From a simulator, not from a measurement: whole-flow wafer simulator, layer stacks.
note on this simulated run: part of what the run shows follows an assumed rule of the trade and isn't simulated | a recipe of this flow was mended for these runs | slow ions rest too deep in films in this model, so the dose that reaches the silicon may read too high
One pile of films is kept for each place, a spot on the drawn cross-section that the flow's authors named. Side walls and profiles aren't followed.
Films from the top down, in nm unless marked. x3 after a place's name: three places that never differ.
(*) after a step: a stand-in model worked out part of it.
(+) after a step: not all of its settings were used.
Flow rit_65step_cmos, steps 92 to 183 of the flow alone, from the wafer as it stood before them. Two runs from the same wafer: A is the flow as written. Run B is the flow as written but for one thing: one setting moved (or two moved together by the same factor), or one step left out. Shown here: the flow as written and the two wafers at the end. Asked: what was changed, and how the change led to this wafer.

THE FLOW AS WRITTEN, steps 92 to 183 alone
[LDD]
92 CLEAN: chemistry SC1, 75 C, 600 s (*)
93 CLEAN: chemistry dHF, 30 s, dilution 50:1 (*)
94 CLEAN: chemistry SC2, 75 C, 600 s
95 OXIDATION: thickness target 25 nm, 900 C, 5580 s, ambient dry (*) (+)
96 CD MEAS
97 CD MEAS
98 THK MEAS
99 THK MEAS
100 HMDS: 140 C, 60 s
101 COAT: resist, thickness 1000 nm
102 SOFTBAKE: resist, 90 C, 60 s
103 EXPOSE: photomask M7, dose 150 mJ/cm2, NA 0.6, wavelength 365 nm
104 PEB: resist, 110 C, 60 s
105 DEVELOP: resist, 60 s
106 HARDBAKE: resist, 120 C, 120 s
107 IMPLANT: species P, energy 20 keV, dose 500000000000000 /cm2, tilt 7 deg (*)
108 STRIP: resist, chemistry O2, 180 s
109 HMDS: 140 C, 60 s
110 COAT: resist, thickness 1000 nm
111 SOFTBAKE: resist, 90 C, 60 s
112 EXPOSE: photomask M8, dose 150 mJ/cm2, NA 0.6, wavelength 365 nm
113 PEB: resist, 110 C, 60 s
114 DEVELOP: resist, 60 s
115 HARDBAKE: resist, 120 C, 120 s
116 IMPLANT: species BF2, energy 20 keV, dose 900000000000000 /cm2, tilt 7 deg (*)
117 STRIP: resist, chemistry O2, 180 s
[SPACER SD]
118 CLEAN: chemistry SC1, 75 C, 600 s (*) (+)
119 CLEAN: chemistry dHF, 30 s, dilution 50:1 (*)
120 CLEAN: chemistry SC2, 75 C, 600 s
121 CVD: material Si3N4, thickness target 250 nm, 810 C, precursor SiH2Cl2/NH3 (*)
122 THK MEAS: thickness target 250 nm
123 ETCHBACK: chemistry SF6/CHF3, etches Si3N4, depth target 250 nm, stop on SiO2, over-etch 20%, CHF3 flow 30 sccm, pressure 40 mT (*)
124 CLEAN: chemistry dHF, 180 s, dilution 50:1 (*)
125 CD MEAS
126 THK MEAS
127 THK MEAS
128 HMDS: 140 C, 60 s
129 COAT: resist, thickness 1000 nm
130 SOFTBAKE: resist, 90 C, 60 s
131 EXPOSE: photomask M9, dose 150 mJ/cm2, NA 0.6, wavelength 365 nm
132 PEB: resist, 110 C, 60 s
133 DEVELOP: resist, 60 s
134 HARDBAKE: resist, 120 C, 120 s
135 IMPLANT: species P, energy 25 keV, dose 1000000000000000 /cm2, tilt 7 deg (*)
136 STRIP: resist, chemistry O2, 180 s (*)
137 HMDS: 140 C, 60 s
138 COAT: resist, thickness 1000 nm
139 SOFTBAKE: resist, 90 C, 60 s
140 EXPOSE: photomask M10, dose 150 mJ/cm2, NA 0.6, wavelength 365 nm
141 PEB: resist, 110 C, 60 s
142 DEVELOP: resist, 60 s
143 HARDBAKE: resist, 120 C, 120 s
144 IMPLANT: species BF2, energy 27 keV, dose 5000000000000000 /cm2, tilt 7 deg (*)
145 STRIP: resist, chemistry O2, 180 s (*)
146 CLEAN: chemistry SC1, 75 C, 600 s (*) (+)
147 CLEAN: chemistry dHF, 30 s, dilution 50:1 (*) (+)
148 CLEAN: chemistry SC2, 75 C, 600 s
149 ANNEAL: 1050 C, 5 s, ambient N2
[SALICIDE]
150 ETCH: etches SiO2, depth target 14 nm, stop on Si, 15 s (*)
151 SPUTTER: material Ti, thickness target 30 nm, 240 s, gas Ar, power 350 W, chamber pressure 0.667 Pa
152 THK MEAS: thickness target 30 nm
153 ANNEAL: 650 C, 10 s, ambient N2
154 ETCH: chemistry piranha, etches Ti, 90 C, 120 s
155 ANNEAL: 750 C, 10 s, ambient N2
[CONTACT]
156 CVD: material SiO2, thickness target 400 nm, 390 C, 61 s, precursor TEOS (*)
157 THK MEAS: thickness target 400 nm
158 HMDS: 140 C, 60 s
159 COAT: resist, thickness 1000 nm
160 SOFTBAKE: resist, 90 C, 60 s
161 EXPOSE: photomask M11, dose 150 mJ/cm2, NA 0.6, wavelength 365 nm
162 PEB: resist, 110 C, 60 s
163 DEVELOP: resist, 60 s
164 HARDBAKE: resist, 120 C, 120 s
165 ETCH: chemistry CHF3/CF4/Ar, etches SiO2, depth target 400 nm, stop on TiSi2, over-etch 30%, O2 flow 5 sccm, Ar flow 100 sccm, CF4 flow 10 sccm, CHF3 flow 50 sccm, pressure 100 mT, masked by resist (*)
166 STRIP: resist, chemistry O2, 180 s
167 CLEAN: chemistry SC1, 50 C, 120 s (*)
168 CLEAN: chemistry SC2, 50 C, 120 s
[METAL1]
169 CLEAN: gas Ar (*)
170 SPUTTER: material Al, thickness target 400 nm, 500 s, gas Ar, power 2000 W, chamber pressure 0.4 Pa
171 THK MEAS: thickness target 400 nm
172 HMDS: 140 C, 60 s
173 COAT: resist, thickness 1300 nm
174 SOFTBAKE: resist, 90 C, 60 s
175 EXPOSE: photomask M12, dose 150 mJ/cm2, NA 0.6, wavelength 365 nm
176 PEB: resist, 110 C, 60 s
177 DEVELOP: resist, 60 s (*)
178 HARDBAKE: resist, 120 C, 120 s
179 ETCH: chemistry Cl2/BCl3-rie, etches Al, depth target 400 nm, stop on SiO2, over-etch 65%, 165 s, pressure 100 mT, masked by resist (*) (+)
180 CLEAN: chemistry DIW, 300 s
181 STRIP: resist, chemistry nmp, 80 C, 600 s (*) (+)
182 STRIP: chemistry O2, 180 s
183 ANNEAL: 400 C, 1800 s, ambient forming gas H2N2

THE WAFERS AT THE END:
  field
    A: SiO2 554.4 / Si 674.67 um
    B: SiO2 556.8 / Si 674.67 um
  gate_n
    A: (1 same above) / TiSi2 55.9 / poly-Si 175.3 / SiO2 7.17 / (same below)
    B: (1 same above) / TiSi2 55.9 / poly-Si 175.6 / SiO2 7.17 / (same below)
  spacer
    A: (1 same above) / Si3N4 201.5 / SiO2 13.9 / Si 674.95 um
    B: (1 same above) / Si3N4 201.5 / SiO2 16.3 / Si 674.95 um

The cause: step 107, IMPLANT: dose 200000000000000 /cm2 was run, where the flow has dose 500000000000000 /cm2.

How the change led to this, step by step:
  119 CLEAN: chemistry dHF, 30 s, dilution 50:1 (*)
      field, active_n, gate_n, spacer, sd_n, contact, m1: A SiO2 -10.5 | B SiO2 -8.18
  124 CLEAN: chemistry dHF, 180 s, dilution 50:1 (*)
      gate_n: A SiO2 -14.9 (all of it) | B SiO2 -16.8
      active_n, sd_n, contact, m1: A SiO2 -12.5 (all of it) | B SiO2 -14.9 (all of it)
  136 STRIP: resist, chemistry O2, 180 s (*)
      gate_n: A chemical SiO2 +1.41 (new film), poly-Si -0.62 | B nothing
  146 CLEAN: chemistry SC1, 75 C, 600 s (*) (+)
      gate_n: A chemical SiO2 -1.02, poly-Si -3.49 | B chemical SiO2 +0.6 (new film), SiO2 -0.51 (all of it), poly-Si -3.93
